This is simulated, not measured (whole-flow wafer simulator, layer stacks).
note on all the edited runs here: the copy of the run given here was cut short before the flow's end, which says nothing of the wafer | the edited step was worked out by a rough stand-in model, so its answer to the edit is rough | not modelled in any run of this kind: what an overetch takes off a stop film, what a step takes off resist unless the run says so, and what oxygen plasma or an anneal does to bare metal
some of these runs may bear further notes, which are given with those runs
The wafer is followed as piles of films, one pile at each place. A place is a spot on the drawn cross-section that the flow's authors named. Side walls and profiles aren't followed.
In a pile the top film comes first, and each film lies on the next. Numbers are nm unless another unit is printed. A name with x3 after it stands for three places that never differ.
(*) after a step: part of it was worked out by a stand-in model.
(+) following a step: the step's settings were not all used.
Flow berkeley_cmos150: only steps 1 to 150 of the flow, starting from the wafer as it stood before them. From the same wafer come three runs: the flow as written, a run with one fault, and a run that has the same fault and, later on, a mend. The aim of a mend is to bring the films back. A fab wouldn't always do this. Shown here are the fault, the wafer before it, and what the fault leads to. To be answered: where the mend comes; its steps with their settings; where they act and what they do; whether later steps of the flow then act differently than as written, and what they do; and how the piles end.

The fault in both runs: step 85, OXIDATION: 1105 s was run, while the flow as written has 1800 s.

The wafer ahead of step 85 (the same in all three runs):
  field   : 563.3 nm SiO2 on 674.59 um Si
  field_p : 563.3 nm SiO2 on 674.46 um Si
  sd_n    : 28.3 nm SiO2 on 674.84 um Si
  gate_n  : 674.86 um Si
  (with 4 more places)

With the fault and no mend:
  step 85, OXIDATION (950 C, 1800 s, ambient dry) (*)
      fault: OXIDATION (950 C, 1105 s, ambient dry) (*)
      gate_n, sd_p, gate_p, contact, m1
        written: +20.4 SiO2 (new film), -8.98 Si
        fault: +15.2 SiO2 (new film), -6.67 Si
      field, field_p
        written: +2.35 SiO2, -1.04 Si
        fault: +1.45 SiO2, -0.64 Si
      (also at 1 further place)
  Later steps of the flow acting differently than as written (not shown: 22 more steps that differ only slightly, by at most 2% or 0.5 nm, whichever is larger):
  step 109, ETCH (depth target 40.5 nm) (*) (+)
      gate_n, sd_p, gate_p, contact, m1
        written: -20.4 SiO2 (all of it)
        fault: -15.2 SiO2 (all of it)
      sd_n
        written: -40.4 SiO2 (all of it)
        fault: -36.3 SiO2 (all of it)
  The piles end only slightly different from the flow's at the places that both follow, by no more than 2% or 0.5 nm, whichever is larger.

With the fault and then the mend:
  The mend follows step 87.
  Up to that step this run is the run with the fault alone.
  step 87a, OXIDATION (950 C, 599 s, ambient dry) (*) (the flow's step 85 again, with other settings)
      gate_n, sd_p, gate_p, contact, m1
        +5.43 SiO2, -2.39 Si
      field, field_p
        +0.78 SiO2, -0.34 Si
      sd_n
        +3.81 SiO2, -1.68 Si
  Later steps of the flow that are run all act as written at every place that is followed, up to a difference of at most 2% or 0.5 nm, whichever is larger.
  The piles end only slightly different from the flow's at the places that both follow, by no more than 2% or 0.5 nm, whichever is larger.
